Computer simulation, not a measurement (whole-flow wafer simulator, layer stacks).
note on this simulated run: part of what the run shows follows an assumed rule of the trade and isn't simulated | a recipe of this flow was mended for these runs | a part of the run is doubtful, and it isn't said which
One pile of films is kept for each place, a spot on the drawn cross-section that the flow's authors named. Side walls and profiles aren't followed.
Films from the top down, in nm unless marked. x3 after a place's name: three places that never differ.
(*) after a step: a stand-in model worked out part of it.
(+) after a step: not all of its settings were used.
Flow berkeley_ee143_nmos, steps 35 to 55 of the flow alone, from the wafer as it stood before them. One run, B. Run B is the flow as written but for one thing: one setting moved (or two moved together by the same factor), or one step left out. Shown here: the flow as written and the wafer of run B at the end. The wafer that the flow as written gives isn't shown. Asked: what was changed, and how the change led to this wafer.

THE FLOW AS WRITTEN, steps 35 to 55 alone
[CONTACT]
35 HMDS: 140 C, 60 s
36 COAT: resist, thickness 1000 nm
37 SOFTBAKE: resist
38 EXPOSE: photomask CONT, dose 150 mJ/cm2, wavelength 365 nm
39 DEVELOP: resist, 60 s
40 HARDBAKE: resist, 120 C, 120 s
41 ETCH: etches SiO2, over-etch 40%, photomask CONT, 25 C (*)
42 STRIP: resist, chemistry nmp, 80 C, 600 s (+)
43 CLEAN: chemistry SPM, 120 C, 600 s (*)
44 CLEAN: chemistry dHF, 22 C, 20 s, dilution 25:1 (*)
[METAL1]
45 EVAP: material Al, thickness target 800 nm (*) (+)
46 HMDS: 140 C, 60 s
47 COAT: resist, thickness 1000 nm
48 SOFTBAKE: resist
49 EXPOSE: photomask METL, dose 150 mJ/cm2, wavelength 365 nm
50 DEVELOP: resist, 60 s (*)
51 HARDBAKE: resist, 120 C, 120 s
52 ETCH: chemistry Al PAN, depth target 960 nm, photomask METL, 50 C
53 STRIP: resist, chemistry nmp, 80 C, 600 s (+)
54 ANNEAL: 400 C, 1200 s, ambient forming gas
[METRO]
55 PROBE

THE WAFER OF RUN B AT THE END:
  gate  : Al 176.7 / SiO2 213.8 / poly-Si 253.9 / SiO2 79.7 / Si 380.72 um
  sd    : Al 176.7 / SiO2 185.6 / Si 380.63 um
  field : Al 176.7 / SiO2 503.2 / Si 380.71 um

The cause: step 45, EVAP: thickness target 1150 nm was run, where the flow has thickness target 800 nm.

How the change led to this, step by step:
  45 EVAP: material Al, thickness target 800 nm (*) (+)
      gate, sd, contact, field: Al +1150 (new film) (as written it would be: Al +800 (new film))
  52 ETCH: chemistry Al PAN, depth target 960 nm, photomask METL, 50 C
      gate, sd, field: Al -960 (as written it would be: Al -786.7 (all of it))
Counting metal films that touch as one body, gate has 1 body; the flow as written gives 0 bodies.
Counting metal films that touch as one body, sd has 1 body; the flow as written gives 0 bodies.
Counting metal films that touch as one body, field has 1 body; the flow as written gives 0 bodies.
